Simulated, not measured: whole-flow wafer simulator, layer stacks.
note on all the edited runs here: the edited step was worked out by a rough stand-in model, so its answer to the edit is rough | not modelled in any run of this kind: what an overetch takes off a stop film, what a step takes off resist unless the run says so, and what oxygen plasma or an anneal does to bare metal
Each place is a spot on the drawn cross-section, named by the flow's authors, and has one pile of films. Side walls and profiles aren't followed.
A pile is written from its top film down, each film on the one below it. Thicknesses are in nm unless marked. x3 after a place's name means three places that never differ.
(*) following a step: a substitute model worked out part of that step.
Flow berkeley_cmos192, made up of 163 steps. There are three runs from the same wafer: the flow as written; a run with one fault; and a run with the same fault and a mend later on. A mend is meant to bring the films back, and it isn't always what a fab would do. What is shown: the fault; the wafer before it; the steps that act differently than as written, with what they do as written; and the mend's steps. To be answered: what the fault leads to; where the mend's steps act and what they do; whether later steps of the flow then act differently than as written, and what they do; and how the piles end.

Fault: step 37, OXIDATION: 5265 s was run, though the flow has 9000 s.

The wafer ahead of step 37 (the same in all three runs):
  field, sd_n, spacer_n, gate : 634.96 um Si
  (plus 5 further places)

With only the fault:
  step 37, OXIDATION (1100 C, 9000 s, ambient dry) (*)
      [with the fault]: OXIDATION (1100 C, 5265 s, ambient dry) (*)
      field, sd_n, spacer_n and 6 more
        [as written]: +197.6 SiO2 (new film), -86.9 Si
        [with the fault]: +142.2 SiO2 (new film), -62.6 Si
  Later steps of the flow acting differently than as written:
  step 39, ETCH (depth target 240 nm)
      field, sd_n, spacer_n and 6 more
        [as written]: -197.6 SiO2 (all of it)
        [with the fault]: -142.2 SiO2 (all of it)
  The piles end only slightly different from the flow's at the places that both follow, by no more than 2% or 0.5 nm, whichever is larger.

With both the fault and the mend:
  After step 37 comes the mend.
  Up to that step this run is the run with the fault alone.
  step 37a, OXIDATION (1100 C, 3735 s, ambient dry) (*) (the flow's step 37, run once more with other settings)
      field, sd_n, spacer_n and 6 more
        +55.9 SiO2, -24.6 Si
  Later steps of the flow that are run all act as written at every place that is followed, up to a difference of at most 2% or 0.5 nm, whichever is larger.
  The piles end only slightly different from the flow's at the places that both follow, by no more than 2% or 0.5 nm, whichever is larger.
